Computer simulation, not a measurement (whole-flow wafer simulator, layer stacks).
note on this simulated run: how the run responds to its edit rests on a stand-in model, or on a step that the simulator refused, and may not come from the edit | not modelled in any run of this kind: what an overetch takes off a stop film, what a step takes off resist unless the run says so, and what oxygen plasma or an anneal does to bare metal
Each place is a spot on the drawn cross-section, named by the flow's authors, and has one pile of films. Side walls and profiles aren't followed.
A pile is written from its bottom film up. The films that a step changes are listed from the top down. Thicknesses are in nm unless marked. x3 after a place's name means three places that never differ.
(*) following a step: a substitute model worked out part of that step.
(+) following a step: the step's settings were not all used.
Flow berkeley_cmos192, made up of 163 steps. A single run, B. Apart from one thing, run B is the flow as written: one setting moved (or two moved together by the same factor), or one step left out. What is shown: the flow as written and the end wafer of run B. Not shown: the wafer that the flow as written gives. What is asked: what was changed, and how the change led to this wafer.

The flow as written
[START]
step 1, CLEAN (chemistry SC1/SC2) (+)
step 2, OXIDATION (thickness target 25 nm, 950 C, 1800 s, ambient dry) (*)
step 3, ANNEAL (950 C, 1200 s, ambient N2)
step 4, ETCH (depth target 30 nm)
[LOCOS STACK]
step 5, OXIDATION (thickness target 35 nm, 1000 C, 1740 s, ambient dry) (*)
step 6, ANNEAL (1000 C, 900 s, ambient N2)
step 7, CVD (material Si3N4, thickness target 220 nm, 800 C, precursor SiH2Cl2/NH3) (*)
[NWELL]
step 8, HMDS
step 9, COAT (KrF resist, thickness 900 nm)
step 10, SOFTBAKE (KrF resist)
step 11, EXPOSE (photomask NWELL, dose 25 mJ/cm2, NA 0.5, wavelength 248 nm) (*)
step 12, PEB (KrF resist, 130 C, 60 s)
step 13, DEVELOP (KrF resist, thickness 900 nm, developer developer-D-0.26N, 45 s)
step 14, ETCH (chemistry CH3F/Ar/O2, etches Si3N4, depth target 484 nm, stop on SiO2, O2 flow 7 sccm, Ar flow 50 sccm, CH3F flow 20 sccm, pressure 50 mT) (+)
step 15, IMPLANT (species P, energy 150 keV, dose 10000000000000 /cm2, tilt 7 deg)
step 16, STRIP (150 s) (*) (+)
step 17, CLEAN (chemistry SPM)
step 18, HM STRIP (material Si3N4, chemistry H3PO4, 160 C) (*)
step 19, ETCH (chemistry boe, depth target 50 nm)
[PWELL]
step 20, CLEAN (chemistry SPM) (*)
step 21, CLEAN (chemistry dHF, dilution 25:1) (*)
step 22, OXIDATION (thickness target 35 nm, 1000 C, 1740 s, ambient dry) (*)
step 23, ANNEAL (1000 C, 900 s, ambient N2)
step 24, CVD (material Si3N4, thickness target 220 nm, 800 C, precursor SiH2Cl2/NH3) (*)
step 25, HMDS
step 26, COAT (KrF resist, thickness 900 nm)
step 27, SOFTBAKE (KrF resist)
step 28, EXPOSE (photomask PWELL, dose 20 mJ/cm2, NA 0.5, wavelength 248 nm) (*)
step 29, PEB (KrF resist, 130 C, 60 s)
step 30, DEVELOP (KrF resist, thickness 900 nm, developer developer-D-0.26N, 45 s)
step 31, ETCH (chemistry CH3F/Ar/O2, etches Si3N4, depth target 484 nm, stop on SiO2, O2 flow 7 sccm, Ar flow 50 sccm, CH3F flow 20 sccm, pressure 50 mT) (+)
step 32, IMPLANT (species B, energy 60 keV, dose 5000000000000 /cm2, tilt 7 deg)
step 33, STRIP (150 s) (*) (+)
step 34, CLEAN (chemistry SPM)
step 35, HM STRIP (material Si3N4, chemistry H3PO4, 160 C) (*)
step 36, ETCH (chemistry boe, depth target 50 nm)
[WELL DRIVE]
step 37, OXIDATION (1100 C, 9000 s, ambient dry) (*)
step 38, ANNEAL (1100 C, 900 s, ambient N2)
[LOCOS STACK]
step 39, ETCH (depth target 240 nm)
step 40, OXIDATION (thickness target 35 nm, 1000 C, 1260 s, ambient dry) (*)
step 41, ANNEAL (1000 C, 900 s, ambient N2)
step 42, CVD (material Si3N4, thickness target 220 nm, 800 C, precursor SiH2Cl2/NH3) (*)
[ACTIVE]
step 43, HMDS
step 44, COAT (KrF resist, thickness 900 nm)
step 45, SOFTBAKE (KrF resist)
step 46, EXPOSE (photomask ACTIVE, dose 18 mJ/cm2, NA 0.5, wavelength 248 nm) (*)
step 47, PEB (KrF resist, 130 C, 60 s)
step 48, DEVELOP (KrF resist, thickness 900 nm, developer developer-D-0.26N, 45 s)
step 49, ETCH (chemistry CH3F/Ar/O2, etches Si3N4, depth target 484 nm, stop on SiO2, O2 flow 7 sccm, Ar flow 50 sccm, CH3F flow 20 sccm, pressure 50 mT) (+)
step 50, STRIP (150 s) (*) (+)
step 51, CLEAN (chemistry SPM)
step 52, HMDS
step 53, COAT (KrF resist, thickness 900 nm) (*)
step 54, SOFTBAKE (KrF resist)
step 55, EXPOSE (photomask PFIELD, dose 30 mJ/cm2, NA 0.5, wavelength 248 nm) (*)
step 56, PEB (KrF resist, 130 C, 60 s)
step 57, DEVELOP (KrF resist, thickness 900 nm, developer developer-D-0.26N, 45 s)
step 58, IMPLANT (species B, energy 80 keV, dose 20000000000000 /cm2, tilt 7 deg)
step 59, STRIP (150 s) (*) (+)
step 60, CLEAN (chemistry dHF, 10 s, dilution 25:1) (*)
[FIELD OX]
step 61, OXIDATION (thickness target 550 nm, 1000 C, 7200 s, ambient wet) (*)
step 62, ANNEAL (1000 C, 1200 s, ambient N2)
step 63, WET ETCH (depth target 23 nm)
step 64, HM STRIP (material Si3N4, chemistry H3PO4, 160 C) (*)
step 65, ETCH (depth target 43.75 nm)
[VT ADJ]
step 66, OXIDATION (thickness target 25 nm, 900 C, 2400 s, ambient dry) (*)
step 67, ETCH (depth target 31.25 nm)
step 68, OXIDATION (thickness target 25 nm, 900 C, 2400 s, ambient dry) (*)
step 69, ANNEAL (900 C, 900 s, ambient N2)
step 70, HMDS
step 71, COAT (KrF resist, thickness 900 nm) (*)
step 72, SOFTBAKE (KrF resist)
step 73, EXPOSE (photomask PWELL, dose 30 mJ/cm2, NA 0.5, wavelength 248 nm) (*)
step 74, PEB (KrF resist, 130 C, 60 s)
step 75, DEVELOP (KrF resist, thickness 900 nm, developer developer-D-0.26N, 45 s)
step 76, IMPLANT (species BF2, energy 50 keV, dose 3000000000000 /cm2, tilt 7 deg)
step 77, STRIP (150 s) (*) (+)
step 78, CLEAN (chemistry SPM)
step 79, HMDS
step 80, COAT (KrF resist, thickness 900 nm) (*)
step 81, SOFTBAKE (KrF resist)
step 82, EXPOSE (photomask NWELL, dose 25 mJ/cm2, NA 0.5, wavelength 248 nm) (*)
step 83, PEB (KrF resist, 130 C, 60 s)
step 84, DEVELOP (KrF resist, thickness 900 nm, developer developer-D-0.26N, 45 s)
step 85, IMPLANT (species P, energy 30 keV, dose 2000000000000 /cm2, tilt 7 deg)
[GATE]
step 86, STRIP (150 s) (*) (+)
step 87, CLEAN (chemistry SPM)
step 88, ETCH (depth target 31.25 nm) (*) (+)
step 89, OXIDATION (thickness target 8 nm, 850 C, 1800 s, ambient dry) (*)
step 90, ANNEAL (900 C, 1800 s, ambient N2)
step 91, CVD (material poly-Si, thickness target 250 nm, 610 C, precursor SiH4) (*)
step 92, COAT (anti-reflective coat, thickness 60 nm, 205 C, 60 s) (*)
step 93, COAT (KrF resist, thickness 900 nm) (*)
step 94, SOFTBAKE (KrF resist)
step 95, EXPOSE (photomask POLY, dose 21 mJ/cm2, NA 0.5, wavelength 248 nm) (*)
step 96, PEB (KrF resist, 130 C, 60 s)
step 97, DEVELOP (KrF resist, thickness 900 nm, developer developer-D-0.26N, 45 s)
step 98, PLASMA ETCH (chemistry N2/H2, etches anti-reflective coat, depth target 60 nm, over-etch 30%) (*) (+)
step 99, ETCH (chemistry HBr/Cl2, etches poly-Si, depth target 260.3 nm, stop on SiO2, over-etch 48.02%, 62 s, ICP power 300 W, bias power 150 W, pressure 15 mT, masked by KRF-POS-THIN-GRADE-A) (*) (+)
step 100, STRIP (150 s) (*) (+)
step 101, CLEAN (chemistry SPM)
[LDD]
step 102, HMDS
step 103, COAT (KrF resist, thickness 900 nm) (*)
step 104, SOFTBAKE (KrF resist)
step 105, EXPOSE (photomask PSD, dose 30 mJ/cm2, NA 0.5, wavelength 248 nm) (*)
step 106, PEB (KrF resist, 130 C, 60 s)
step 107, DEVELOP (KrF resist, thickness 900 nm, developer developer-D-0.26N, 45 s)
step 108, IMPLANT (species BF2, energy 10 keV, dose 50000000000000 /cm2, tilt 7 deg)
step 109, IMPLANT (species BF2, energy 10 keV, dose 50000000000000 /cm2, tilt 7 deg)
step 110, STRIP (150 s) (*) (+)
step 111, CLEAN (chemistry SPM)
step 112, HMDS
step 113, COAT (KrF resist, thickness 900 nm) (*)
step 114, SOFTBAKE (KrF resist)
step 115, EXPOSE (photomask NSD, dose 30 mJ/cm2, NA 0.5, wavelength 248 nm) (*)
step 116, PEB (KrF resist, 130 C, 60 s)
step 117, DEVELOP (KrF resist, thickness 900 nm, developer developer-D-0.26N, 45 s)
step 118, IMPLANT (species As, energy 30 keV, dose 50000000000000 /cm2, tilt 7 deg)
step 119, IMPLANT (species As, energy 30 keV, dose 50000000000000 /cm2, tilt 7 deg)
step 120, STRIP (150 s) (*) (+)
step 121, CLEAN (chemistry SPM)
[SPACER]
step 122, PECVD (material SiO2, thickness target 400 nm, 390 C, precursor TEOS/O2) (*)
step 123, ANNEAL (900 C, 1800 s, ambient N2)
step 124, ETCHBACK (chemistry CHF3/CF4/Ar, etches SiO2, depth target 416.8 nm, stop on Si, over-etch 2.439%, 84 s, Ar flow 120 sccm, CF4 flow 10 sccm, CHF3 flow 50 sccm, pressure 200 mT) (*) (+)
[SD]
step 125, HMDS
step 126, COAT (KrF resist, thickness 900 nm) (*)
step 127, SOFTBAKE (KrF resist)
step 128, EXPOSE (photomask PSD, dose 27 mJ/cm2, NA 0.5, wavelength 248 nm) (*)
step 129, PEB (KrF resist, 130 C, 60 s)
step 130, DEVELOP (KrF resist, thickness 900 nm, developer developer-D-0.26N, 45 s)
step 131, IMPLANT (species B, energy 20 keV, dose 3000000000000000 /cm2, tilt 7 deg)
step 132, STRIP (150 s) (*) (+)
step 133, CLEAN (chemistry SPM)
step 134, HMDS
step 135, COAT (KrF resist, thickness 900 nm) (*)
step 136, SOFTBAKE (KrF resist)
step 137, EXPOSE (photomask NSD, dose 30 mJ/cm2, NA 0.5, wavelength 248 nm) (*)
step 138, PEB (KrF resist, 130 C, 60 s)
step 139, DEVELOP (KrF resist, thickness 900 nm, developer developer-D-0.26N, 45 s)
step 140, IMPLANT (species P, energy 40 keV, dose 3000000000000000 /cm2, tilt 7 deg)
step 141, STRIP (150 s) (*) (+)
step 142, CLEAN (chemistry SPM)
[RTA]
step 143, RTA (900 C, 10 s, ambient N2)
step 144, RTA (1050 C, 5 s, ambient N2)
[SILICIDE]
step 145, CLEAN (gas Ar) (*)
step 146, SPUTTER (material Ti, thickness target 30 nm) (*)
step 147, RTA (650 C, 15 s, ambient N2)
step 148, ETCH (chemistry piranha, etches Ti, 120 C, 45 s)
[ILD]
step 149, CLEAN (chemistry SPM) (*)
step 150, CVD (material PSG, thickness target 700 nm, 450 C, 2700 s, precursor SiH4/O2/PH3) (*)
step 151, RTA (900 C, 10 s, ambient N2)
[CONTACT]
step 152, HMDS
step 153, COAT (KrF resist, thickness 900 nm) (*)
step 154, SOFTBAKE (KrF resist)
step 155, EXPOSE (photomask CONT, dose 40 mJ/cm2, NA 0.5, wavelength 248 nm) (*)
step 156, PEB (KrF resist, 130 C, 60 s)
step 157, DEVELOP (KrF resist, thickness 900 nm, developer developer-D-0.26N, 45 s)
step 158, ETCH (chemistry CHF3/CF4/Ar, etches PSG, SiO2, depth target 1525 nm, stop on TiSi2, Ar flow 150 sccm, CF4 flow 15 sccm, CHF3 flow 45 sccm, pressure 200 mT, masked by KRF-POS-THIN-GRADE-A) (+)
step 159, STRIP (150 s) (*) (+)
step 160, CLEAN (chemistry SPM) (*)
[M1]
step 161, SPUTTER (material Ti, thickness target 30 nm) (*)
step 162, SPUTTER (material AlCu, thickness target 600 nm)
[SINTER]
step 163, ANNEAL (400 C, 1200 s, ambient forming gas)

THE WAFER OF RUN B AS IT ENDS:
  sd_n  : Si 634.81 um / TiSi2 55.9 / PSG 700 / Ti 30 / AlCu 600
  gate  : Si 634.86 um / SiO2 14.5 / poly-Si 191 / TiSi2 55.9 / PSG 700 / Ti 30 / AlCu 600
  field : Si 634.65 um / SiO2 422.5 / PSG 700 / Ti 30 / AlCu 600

What caused this: step 39, ETCH: depth target 107 nm was run, whereas the flow has depth target 240 nm.

How this came from the change, step by step:
  step 39, ETCH (depth target 240 nm)
      field, sd_n, spacer_n and 6 more: SiO2 loses 107 (in the flow as written it would be: SiO2 loses 197.6 (all of it))
  step 40, OXIDATION (thickness target 35 nm, 1000 C, 1260 s, ambient dry) (*)
      field, sd_n, spacer_n and 6 more: SiO2 gains 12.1, Si loses 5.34 (in the flow as written it would be: SiO2 gains 26.6 (new film), Si loses 11.7)
  step 61, OXIDATION (thickness target 550 nm, 1000 C, 7200 s, ambient wet) (*)
      sd_n, sd_p: SiO2 gains 12.1 (new film), Si3N4 loses 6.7 (in the flow as written it would be: SiO2 gains 12.1 (new film), Si3N4 loses 6.7, SiO2 gains 0.06, Si loses 0.06)
      gate: SiO2 gains 12.1 (new film), Si3N4 loses 6.7 (in the flow as written it would be: SiO2 gains 12.1 (new film), Si3N4 loses 6.7, SiO2 gains 0.05, Si loses 0.05)
      (and at 1 other place as well)
  step 65, ETCH (depth target 43.75 nm)
      sd_n, spacer_n, gate, sd_p, spacer_p, gate_p, contact, m1: SiO2 loses 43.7 (in the flow as written it would be: SiO2 loses 24.6 (all of it))
  step 66, OXIDATION (thickness target 25 nm, 900 C, 2400 s, ambient dry) (*)
      sd_n, spacer_n, gate, sd_p, spacer_p, gate_p, contact, m1: SiO2 gains 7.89, Si loses 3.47 (in the flow as written it would be: SiO2 gains 14.9 (new film), Si loses 6.57)
  step 67, ETCH (depth target 31.25 nm)
      sd_n, spacer_n, gate, sd_p, spacer_p, gate_p, contact, m1: SiO2 loses 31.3 (in the flow as written it would be: SiO2 loses 14.9 (all of it))
  step 68, OXIDATION (thickness target 25 nm, 900 C, 2400 s, ambient dry) (*)
      sd_n, spacer_n, gate, sd_p, spacer_p, gate_p, contact, m1: SiO2 gains 7.74, Si loses 3.4 (in the flow as written it would be: SiO2 gains 14.9 (new film), Si loses 6.57)
  step 88, ETCH (depth target 31.25 nm) (*) (+)
      sd_n, spacer_n, gate, sd_p, spacer_p, gate_p, contact, m1: SiO2 loses 31.3 (in the flow as written it would be: SiO2 loses 14.9 (all of it))
  step 89, OXIDATION (thickness target 8 nm, 850 C, 1800 s, ambient dry) (*)
      sd_n, spacer_n, gate, sd_p, spacer_p, gate_p, contact, m1: SiO2 gains 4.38, Si loses 1.93 (in the flow as written it would be: SiO2 gains 7.48 (new film), Si loses 3.29)
  step 92, COAT (anti-reflective coat, thickness 60 nm, 205 C, 60 s) (*)
      sd_n: anti-reflective coat gains 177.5 (new film) (in the flow as written it would be: anti-reflective coat gains 152.4 (new film))
      spacer_n: anti-reflective coat gains 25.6 (new film) (in the flow as written it would be: anti-reflective coat gains 33.8 (new film))
      (and at 6 other places as well)
  step 93, COAT (KrF resist, thickness 900 nm) (*)
      spacer_n: KrF resist gains 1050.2 (new film) (in the flow as written it would be: KrF resist gains 1021.2 (new film))
      gate: KrF resist gains 1052.2 (new film) (in the flow as written it would be: KrF resist gains 1023.8 (new film))
  step 97, DEVELOP (KrF resist, thickness 900 nm, developer developer-D-0.26N, 45 s)
      spacer_n: KrF resist loses 1048.4 (all of it) (in the flow as written it would be: KrF resist loses 1019.5 (all of it))
  step 98, PLASMA ETCH (chemistry N2/H2, etches anti-reflective coat, depth target 60 nm, over-etch 30%) (*) (+)
      field: anti-reflective coat loses 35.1 (all of it), poly-Si loses 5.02 (in the flow as written it would be: anti-reflective coat loses 35.3 (all of it), poly-Si loses 4.18)
      sd_n: anti-reflective coat loses 177.5 (all of it), poly-Si loses 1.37 (in the flow as written it would be: anti-reflective coat loses 152.4 (all of it), poly-Si loses 1.17)
      (and at 5 other places as well)
  step 100, STRIP (150 s) (*) (+)
      gate: chemical SiO2 gains 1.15 (new film), KrF resist loses 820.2 (all of it), anti-reflective coat loses 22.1 (all of it), poly-Si loses 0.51 (in the flow as written it would be: chemical SiO2 gains 1.15 (new film), KrF resist loses 791.8 (all of it), anti-reflective coat loses 30 (all of it), poly-Si loses 0.51)
      gate_p: chemical SiO2 gains 1.15 (new film), KrF resist loses 783.1 (all of it), anti-reflective coat loses 25.8 (all of it), poly-Si loses 0.51 (in the flow as written it would be: chemical SiO2 gains 1.15 (new film), KrF resist loses 765.1 (all of it), anti-reflective coat loses 31 (all of it), poly-Si loses 0.51)
  step 126, COAT (KrF resist, thickness 900 nm) (*)
      sd_n: KrF resist gains 1024.3 (new film) (in the flow as written it would be: KrF resist gains 999.7 (new film))
      m1: KrF resist gains 1016.3 (new film) (in the flow as written it would be: KrF resist gains 994.3 (new film))
  step 132, STRIP (150 s) (*) (+)
      sd_n: chemical SiO2 gains 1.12 (new film), KrF resist loses 1008.4 (all of it), Si loses 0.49 (in the flow as written it would be: chemical SiO2 gains 1.13 (new film), KrF resist loses 983.9 (all of it), Si loses 0.5)
      m1: chemical SiO2 gains 1.12 (new film), KrF resist loses 1000.4 (all of it), Si loses 0.49 (in the flow as written it would be: chemical SiO2 gains 1.13 (new film), KrF resist loses 978.5 (all of it), Si loses 0.5)
  ... 10 further steps ...
  step 162, SPUTTER (material AlCu, thickness target 600 nm)
      sd_p: AlCu gains 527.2 (new film) (in the flow as written it would be: AlCu gains 551.2 (new film))
